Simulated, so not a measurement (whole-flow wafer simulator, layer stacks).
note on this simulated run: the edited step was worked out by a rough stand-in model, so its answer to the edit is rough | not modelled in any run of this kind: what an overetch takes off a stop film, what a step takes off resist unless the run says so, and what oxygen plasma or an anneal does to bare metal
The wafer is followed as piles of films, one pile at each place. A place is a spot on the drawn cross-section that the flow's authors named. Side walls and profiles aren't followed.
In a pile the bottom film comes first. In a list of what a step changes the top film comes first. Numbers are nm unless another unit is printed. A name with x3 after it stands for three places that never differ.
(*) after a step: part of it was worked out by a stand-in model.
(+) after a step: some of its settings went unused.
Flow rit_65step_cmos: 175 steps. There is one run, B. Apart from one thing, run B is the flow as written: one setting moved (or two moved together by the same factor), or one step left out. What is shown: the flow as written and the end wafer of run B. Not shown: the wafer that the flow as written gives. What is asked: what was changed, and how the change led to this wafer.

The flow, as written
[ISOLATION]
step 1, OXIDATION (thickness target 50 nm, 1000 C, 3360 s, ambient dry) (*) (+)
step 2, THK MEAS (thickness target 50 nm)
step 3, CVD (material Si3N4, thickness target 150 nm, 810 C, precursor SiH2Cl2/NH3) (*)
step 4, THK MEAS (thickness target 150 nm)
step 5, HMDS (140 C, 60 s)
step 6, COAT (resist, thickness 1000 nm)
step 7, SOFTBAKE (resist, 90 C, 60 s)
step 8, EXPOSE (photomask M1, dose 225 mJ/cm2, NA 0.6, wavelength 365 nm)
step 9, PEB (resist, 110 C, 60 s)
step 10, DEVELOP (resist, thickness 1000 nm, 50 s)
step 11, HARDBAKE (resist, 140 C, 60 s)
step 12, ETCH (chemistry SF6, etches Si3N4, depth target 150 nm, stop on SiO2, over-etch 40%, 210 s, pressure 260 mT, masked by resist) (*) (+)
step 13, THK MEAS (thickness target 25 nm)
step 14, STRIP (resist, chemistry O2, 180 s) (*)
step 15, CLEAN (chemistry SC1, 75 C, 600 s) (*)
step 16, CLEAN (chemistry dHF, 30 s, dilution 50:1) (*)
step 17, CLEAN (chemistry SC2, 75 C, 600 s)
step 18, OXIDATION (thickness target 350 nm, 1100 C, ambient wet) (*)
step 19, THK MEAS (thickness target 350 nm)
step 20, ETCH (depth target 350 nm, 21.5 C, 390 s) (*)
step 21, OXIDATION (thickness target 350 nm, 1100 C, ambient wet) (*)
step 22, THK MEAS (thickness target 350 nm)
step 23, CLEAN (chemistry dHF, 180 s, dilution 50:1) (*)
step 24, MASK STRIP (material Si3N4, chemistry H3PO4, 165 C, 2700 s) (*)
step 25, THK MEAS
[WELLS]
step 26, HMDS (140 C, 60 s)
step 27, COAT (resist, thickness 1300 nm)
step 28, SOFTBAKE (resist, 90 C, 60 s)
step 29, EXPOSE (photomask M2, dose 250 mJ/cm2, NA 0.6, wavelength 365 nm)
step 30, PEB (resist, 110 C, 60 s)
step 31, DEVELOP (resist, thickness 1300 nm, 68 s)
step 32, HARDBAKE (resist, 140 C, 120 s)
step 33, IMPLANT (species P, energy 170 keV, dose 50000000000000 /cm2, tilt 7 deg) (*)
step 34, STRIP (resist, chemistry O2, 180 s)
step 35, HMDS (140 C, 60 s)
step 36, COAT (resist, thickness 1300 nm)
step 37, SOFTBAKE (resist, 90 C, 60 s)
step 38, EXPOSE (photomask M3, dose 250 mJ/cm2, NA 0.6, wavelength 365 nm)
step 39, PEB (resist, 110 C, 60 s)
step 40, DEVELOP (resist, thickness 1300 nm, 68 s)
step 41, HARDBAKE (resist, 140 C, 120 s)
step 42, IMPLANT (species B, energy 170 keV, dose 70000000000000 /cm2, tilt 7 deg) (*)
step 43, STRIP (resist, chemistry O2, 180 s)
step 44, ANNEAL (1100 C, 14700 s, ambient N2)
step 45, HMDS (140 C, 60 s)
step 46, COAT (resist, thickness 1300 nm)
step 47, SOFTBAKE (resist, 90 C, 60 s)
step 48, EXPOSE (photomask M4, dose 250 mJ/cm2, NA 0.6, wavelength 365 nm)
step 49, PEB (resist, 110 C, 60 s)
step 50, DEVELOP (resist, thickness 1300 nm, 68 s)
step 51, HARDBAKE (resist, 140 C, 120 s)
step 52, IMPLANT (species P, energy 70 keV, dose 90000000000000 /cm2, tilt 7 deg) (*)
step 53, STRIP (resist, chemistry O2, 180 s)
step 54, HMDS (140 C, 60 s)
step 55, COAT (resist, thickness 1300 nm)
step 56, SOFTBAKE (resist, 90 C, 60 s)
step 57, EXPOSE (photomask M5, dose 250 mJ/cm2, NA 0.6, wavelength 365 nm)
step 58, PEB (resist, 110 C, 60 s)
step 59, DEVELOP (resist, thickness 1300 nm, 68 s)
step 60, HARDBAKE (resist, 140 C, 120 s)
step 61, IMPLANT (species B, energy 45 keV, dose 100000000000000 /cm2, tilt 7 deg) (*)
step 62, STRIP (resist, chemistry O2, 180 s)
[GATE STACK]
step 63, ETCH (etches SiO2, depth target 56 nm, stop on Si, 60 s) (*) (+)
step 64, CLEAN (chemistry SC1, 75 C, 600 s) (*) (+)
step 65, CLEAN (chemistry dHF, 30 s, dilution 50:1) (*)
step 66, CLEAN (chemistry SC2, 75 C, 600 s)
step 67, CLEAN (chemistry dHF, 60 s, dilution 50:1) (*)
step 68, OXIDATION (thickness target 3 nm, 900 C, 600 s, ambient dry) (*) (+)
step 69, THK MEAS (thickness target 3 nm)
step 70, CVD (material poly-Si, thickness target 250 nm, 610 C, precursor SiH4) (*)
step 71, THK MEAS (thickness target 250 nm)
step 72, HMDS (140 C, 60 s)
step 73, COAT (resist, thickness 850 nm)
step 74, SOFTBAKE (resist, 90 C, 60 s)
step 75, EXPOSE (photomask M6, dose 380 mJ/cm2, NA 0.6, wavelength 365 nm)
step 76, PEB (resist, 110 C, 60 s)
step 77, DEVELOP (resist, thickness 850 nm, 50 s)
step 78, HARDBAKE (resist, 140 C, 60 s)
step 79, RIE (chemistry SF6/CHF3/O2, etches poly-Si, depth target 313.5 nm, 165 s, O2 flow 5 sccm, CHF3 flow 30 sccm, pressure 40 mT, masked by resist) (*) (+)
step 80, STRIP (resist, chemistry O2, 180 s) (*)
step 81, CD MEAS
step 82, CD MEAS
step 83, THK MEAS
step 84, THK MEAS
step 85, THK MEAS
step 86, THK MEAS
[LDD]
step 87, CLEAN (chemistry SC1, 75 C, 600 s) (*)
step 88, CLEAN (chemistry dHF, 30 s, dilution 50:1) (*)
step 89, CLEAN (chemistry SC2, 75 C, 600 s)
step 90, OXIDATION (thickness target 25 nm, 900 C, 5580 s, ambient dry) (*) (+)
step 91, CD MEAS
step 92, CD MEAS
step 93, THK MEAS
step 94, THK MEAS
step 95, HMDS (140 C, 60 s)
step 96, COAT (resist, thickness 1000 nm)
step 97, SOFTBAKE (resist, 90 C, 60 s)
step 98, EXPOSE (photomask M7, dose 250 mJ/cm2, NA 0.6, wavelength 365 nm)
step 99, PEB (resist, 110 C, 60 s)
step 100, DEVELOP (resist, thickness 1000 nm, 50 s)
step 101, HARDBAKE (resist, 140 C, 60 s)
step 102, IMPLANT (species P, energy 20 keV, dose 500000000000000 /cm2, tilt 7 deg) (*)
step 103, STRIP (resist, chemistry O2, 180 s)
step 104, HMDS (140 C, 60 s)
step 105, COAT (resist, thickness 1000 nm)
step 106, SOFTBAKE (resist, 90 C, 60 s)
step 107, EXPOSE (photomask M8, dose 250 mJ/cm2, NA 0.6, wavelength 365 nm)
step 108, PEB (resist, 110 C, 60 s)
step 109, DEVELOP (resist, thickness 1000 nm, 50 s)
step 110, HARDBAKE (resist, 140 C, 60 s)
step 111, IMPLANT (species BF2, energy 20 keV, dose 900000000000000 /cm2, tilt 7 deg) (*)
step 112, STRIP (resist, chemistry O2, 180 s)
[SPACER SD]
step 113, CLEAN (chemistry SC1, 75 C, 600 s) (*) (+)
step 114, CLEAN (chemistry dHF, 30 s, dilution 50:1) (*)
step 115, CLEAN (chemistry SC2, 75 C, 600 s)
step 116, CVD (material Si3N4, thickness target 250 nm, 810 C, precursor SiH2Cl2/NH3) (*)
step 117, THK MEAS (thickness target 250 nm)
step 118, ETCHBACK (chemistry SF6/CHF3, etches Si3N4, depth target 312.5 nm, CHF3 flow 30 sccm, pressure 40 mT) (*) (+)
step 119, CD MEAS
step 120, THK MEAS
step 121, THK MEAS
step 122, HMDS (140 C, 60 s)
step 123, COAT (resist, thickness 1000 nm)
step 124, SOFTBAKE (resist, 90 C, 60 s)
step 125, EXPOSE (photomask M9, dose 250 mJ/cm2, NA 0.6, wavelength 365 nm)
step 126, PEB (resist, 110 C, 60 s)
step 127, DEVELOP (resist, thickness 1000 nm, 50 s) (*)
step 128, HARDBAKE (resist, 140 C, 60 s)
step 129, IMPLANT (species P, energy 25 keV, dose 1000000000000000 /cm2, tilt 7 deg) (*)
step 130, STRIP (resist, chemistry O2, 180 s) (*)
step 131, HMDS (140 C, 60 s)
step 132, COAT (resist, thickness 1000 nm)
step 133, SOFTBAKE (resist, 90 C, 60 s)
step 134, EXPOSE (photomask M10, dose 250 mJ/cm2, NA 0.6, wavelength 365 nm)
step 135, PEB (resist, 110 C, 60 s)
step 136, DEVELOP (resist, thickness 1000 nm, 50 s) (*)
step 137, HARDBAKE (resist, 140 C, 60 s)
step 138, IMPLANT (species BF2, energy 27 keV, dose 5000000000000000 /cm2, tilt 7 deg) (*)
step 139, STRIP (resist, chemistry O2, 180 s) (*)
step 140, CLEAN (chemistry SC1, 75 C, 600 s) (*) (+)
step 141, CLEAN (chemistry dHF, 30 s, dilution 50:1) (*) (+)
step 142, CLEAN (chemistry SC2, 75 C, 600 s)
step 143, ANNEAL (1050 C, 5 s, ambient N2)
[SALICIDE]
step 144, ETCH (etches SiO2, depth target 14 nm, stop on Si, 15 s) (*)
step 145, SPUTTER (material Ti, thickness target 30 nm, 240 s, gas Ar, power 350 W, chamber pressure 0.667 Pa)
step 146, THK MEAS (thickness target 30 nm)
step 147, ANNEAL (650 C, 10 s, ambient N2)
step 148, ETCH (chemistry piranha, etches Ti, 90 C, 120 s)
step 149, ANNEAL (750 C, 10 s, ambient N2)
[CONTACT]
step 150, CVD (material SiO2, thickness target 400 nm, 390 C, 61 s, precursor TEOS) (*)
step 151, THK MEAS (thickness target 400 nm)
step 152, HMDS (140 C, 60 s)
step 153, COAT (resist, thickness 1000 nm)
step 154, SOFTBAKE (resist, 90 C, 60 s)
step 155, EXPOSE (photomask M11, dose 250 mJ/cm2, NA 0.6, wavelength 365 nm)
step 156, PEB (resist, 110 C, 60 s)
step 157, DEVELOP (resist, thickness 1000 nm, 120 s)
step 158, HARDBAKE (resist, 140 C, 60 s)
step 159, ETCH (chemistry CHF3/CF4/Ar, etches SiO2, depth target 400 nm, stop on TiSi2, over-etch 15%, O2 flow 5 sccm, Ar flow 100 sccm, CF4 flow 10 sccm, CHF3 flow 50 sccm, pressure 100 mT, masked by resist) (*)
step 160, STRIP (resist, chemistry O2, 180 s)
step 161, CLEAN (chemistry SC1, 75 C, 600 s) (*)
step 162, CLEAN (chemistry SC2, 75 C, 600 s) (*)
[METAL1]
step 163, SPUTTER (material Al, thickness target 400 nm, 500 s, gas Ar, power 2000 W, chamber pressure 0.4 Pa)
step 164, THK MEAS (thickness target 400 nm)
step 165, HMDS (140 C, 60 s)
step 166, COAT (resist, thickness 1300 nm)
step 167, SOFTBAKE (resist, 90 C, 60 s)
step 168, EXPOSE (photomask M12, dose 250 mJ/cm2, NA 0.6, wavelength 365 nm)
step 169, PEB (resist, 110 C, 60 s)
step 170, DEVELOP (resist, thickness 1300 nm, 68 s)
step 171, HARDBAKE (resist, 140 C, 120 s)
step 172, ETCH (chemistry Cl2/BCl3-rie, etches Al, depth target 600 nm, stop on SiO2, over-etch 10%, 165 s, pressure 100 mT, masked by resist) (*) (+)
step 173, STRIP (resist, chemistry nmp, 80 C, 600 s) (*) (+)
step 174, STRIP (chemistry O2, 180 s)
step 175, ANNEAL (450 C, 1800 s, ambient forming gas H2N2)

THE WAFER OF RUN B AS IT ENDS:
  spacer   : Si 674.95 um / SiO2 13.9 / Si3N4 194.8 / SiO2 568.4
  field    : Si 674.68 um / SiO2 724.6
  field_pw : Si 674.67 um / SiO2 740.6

Cause: step 150, CVD: thickness target 605 nm was run, though the flow has thickness target 400 nm; step 150, CVD: 92 s was run, where the flow has 61 s.

Step by step, how the change led to this:
  step 150, CVD (material SiO2, thickness target 400 nm, 390 C, 61 s, precursor TEOS) (*)
      field, field_pw, field_nw, field_p: +605 SiO2 (in the flow as written it would be: +400 SiO2)
      spacer, spacer_p: +605 SiO2 (new film) (in the flow as written it would be: +400 SiO2 (new film))
      (and at 2 other places as well)
